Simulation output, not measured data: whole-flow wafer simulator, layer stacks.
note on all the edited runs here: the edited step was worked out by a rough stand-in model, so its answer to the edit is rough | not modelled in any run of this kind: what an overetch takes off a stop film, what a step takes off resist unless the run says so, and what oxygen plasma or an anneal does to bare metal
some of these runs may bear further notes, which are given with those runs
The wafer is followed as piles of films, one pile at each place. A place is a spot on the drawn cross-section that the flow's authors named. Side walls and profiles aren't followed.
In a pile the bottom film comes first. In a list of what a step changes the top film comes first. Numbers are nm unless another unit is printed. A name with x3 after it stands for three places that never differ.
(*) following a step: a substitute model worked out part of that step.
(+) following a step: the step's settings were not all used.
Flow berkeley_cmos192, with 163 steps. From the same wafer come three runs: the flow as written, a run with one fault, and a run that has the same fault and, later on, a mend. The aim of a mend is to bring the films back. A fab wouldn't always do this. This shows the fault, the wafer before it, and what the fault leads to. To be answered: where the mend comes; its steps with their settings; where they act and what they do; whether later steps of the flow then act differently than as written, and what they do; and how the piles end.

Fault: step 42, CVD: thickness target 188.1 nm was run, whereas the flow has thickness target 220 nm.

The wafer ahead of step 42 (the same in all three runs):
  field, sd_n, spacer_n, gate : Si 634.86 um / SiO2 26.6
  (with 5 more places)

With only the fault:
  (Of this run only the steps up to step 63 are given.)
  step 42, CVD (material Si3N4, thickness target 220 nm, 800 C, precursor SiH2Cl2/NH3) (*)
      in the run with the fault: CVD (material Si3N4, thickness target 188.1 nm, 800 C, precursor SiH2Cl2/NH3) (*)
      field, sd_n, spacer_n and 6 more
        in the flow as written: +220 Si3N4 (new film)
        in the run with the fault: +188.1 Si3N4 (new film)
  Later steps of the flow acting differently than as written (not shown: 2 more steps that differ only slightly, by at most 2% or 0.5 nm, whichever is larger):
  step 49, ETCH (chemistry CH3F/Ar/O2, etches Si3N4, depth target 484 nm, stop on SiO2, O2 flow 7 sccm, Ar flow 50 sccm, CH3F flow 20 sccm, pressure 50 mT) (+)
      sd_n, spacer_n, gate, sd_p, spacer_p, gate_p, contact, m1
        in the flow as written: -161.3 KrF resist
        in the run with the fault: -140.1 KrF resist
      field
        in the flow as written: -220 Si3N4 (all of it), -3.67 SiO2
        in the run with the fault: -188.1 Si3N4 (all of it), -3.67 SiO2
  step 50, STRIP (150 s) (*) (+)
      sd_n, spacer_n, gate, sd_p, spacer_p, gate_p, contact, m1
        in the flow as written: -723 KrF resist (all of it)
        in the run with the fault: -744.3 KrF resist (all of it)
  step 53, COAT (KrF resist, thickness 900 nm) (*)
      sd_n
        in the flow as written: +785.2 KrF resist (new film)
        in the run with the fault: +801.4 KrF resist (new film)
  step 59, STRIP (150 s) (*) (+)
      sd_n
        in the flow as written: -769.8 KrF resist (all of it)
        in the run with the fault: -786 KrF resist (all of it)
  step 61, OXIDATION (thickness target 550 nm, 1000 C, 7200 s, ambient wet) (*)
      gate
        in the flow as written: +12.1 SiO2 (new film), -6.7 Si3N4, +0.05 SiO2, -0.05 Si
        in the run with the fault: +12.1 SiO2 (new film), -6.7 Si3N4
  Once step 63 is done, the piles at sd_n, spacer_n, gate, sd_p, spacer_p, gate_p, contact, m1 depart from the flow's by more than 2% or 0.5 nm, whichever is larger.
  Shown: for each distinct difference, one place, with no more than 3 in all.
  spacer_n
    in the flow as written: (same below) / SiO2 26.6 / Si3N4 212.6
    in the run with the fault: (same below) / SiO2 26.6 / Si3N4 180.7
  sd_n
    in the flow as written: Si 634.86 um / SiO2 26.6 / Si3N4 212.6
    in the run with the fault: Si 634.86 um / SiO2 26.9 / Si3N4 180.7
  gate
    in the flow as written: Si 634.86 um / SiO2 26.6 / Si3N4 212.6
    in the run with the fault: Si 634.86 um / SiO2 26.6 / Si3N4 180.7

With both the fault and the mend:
  The mend follows step 42.
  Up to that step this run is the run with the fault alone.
  step 42a, ETCH (chemistry h3po4, depth target 216.3 nm)
      field, sd_n, spacer_n and 6 more
        -188.1 Si3N4 (all of it)
  step 42b, CLEAN (chemistry SPM) (a further turn of the flow's step 34)
      does not change any film at any place that is followed
  step 42c, CVD (material Si3N4, thickness target 220 nm, 800 C, precursor SiH2Cl2/NH3) (*) (a further turn of the flow's step 42)
      field, sd_n, spacer_n and 6 more
        +220 Si3N4 (new film)
  Later steps of the flow that are run all act as written at every place that is followed.
  By the end, the piles equal the flow's at every place that both follow.
